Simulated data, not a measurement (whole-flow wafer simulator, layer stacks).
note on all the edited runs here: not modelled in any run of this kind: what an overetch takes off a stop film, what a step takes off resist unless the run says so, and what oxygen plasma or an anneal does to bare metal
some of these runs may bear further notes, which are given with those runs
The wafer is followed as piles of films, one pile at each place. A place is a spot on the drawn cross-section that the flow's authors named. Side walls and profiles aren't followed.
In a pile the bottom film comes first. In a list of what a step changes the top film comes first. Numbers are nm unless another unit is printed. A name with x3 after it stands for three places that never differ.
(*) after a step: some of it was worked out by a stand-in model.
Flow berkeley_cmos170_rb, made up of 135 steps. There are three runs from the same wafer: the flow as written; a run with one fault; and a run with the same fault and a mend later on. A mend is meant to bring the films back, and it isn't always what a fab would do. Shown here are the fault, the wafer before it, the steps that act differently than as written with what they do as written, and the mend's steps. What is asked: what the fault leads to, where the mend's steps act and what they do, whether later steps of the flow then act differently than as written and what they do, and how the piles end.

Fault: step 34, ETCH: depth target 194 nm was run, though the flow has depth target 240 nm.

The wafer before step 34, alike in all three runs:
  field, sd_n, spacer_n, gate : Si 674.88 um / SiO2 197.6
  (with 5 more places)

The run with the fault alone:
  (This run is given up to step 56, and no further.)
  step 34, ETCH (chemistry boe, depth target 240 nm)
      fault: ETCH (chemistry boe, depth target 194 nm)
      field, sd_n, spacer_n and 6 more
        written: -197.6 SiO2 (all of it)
        fault: -194 SiO2
  Later steps of the flow acting differently than as written:
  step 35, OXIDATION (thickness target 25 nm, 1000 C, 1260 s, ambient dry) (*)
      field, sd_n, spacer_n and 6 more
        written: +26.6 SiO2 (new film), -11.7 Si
        fault: +24.6 SiO2, -10.8 Si
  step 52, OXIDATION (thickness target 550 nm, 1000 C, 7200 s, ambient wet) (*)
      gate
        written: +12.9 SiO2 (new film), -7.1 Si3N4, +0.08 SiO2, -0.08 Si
        fault: +12.9 SiO2 (new film), -7.1 Si3N4
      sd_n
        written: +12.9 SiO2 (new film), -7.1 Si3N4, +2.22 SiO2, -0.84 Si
        fault: +12.9 SiO2 (new film), -7.1 Si3N4, +2.77 SiO2, -1.07 Si
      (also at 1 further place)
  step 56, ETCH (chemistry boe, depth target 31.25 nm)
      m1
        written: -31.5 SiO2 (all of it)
        fault: -31.2 SiO2
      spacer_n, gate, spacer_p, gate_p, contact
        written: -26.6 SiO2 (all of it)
        fault: -28.1 SiO2 (all of it)
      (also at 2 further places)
  Once step 56 is done, the piles at m1 depart from the flow's by more than 2% or 0.5 nm, whichever is larger.
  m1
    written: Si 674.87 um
    fault: Si 674.87 um / SiO2 2.76

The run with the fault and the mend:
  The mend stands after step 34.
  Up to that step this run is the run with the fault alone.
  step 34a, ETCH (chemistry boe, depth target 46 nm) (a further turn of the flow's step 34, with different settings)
      field, sd_n, spacer_n and 6 more
        -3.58 SiO2 (all of it)
  Every later step of the flow that is run acts as written at every place that is followed.
  The piles end the same as the flow's at every place that both follow.
